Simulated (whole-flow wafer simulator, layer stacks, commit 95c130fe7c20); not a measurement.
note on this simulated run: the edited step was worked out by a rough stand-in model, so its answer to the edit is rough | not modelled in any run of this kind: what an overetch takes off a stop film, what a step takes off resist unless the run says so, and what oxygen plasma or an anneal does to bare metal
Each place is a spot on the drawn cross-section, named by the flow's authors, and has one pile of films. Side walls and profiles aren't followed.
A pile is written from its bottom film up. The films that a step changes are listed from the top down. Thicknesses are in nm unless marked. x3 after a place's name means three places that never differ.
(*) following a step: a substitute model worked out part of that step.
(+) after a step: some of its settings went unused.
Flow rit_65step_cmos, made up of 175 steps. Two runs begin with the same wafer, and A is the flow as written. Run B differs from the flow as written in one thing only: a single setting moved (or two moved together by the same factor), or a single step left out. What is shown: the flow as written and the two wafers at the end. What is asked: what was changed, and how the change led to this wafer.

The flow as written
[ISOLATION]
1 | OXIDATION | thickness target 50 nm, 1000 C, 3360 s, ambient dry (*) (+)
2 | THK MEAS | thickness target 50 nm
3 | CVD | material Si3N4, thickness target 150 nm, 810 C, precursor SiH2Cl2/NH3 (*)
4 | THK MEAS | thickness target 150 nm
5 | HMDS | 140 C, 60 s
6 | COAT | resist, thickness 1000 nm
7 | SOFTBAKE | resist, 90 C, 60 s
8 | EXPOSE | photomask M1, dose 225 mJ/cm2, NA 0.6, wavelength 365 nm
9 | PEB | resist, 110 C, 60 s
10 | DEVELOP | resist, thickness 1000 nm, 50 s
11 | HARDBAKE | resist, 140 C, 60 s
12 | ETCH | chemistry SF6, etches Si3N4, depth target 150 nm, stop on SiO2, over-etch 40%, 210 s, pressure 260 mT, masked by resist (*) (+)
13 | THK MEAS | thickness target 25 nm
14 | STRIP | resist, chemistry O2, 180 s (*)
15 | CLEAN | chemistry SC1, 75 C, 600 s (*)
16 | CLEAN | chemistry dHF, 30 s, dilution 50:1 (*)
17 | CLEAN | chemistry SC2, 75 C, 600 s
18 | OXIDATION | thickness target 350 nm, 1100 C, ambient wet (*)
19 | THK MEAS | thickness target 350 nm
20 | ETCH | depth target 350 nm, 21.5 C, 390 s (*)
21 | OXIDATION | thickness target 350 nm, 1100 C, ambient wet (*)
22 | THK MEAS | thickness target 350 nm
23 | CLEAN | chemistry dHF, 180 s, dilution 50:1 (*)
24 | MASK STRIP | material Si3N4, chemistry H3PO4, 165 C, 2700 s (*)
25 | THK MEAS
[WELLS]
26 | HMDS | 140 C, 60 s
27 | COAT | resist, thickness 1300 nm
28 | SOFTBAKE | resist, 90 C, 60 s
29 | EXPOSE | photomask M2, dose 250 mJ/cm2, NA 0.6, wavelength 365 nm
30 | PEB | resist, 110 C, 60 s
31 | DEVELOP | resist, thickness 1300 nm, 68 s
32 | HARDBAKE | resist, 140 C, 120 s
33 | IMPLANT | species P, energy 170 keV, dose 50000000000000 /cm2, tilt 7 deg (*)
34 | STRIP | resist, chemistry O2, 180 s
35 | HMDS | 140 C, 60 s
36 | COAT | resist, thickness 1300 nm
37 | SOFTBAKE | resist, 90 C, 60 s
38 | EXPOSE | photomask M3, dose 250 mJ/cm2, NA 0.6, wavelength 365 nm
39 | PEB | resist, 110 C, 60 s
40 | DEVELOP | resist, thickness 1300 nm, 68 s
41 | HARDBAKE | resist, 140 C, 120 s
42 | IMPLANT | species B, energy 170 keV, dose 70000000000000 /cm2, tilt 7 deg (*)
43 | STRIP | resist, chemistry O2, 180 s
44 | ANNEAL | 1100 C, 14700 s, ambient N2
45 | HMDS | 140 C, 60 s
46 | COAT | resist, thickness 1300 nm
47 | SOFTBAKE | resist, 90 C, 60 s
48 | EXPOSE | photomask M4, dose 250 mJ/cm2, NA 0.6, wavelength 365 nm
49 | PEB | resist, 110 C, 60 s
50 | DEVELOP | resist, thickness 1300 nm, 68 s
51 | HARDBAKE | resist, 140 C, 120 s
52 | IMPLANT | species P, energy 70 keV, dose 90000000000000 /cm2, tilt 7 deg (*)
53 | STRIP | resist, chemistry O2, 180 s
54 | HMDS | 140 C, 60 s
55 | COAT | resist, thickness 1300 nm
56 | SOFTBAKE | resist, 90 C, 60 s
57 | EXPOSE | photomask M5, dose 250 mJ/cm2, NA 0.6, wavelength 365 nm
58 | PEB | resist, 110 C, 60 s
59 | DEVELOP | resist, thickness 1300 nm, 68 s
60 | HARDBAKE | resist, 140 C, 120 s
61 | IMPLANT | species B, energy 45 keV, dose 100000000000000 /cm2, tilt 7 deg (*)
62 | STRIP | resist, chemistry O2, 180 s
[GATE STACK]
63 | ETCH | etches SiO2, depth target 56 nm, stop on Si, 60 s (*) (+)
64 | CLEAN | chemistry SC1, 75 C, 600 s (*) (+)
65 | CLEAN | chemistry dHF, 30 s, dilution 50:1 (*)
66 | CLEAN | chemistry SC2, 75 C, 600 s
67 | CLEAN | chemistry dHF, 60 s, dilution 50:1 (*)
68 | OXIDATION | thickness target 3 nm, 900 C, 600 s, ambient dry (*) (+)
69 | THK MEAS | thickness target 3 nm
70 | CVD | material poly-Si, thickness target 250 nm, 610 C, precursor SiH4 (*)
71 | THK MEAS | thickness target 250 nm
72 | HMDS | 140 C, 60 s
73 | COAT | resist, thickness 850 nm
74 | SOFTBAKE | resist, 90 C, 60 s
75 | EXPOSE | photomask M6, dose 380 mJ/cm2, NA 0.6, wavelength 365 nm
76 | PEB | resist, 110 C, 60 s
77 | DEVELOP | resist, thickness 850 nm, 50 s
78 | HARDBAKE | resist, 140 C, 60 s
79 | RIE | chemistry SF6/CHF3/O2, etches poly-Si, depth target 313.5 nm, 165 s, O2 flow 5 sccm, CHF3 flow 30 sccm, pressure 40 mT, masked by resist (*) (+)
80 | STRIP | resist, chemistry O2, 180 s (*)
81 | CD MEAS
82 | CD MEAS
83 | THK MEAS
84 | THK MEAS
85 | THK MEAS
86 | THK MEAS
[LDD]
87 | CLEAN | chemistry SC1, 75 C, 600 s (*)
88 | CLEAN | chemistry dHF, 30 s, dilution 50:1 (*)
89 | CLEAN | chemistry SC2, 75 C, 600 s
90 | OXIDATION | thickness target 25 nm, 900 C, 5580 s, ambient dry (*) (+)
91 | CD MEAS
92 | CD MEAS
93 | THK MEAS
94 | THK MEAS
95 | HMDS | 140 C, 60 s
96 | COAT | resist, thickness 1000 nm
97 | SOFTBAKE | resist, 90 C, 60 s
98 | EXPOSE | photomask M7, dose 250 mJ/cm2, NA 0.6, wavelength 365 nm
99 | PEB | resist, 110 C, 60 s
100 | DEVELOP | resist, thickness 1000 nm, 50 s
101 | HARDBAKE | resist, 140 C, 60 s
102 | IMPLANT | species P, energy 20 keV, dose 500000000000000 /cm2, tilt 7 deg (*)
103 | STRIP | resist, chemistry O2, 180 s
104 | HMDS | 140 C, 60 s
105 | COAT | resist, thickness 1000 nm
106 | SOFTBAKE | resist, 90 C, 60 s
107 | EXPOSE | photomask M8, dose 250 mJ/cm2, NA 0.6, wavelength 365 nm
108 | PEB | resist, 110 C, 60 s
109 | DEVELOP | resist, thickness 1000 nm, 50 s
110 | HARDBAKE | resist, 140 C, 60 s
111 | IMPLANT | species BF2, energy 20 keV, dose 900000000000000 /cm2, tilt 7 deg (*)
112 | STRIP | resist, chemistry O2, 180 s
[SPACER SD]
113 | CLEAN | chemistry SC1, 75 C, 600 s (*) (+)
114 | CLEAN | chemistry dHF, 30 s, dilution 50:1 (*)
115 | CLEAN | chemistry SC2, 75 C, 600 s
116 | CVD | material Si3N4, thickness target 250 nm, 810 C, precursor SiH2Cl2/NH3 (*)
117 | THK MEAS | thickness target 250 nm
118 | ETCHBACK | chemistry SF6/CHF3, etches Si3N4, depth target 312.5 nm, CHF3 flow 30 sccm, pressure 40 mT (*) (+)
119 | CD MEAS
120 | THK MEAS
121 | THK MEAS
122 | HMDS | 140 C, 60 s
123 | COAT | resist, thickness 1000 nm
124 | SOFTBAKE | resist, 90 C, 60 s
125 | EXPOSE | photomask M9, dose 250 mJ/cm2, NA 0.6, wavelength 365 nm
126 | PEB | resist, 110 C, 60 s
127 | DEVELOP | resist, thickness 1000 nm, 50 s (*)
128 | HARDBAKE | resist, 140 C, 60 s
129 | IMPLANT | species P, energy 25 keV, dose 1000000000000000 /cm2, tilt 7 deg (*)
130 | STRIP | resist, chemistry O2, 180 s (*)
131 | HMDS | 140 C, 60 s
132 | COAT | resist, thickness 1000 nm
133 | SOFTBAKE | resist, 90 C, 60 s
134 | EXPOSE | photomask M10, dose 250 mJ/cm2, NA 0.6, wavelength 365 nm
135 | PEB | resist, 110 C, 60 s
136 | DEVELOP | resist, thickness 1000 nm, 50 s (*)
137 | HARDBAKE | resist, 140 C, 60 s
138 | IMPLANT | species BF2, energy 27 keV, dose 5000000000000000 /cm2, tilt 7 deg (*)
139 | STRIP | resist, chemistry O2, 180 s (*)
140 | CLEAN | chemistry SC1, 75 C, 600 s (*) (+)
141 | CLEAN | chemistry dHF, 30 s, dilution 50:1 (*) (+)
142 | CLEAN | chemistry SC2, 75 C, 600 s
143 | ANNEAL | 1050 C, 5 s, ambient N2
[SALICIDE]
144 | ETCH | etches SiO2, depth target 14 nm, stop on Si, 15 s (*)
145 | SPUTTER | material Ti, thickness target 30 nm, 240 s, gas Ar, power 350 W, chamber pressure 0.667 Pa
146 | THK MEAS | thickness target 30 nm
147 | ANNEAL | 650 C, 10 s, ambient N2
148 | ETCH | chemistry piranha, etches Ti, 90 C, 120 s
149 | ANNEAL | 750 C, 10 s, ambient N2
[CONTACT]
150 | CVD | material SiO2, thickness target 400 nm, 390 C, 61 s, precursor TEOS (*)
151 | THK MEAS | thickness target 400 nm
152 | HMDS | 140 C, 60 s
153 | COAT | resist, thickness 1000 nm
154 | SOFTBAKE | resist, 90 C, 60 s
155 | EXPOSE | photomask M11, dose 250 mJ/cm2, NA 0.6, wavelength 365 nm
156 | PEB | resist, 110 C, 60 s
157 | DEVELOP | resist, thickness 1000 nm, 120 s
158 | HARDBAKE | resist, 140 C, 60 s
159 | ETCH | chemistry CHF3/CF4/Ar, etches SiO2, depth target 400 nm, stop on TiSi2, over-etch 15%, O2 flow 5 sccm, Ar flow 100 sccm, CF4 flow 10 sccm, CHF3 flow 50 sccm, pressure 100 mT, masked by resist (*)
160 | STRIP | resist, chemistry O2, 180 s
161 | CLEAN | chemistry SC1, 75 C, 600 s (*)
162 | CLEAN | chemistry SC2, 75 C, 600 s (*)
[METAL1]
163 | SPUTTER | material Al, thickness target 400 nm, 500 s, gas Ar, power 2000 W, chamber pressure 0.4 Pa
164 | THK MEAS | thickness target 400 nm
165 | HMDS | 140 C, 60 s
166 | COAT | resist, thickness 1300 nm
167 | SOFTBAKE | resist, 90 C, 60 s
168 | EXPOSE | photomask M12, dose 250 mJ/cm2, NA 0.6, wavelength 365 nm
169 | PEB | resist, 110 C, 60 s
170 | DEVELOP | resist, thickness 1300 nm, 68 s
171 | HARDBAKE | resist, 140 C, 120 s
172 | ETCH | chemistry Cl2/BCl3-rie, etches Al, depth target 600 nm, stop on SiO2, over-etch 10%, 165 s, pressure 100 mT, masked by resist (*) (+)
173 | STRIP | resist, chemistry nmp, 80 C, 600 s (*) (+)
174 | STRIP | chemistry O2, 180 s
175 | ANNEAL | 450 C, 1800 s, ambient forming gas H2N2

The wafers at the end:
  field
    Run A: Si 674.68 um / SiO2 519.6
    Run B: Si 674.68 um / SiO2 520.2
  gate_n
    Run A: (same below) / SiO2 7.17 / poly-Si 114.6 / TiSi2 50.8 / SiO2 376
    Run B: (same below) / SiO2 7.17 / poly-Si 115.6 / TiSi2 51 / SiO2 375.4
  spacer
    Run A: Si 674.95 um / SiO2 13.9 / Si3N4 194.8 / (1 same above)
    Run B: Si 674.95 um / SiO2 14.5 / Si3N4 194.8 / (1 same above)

Cause: step 102, IMPLANT: dose 375000000000000 /cm2 was run, while the flow as written has dose 500000000000000 /cm2.

Step by step, how the change led to this:
  114 | CLEAN | chemistry dHF, 30 s, dilution 50:1 (*)
      field, active_n, gate_n, spacer, sd_n, contact, m1: A -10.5 SiO2 | B -9.94 SiO2
  118 | ETCHBACK | chemistry SF6/CHF3, etches Si3N4, depth target 312.5 nm, CHF3 flow 30 sccm, pressure 40 mT (*) (+)
      gate_n: A -250 Si3N4 (all of it), -16.3 SiO2 (all of it), -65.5 poly-Si | B -250 Si3N4 (all of it), -16.9 SiO2 (all of it), -64.3 poly-Si
